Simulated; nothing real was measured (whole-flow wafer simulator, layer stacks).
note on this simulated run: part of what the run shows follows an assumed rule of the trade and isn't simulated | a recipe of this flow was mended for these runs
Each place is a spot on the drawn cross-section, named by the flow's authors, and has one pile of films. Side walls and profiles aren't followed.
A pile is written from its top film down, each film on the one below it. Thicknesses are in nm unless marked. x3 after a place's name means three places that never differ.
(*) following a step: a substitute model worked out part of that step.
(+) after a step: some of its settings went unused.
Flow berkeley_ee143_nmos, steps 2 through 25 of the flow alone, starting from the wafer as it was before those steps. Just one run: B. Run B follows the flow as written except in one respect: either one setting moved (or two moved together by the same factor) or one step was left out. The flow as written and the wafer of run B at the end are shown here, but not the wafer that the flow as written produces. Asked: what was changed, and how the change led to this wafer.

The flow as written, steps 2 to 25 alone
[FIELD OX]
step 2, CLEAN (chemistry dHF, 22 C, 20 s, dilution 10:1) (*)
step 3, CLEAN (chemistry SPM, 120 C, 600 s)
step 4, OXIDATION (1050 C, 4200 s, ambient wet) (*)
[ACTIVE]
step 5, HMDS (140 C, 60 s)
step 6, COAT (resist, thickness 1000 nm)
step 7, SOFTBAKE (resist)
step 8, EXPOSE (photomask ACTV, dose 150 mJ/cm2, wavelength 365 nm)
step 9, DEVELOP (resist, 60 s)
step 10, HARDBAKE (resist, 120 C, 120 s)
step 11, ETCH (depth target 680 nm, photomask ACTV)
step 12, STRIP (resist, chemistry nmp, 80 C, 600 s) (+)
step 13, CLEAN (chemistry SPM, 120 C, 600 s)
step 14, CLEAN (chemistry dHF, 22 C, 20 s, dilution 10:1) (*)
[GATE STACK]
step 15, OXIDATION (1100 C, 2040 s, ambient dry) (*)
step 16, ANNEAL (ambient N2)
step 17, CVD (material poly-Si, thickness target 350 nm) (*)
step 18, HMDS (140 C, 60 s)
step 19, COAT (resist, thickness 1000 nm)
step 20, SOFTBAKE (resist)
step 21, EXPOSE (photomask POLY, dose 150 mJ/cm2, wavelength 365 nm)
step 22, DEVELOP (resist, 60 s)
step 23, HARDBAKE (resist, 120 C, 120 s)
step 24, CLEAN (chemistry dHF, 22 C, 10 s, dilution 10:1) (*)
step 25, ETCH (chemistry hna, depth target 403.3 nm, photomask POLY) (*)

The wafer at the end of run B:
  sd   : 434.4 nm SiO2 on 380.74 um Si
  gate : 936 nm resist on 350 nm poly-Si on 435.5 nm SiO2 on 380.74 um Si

Cause: step 11, ETCH: depth target 136 nm was run, though the flow has depth target 680 nm.

Step by step, how the change led to this:
  step 11, ETCH (depth target 680 nm, photomask ACTV)
      gate, sd, contact: SiO2 loses 136 (as written it would have been: SiO2 loses 566.4 (all of it))
  step 13, CLEAN (chemistry SPM, 120 C, 600 s)
      gate, sd, contact: nothing (as written it would have been: chemical SiO2 gains 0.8 (new film), Si loses 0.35)
  step 14, CLEAN (chemistry dHF, 22 C, 20 s, dilution 10:1) (*)
      gate, sd, contact: SiO2 loses 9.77 (as written it would have been: chemical SiO2 loses 0.8 (all of it))
  step 15, OXIDATION (1100 C, 2040 s, ambient dry) (*)
      gate, sd, contact: SiO2 gains 14.9, Si loses 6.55 (as written it would have been: SiO2 gains 79.7 (new film), Si loses 35.1)
  step 19, COAT (resist, thickness 1000 nm)
      gate: resist gains 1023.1 (new film) (as written it would have been: resist gains 1093.4 (new film))
      sd: resist gains 1017 (new film) (as written it would have been: resist gains 1066.2 (new film))
      (and at 2 other places as well)
  step 22, DEVELOP (resist, 60 s)
      sd: resist loses 1017 (all of it) (as written it would have been: resist loses 1066.2 (all of it))
      contact: resist loses 1022.4 (all of it) (as written it would have been: resist loses 1092 (all of it))
      (and at 1 other place as well)
  step 23, HARDBAKE (resist, 120 C, 120 s)
      gate: resist loses 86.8 (as written it would have been: resist loses 93.2)
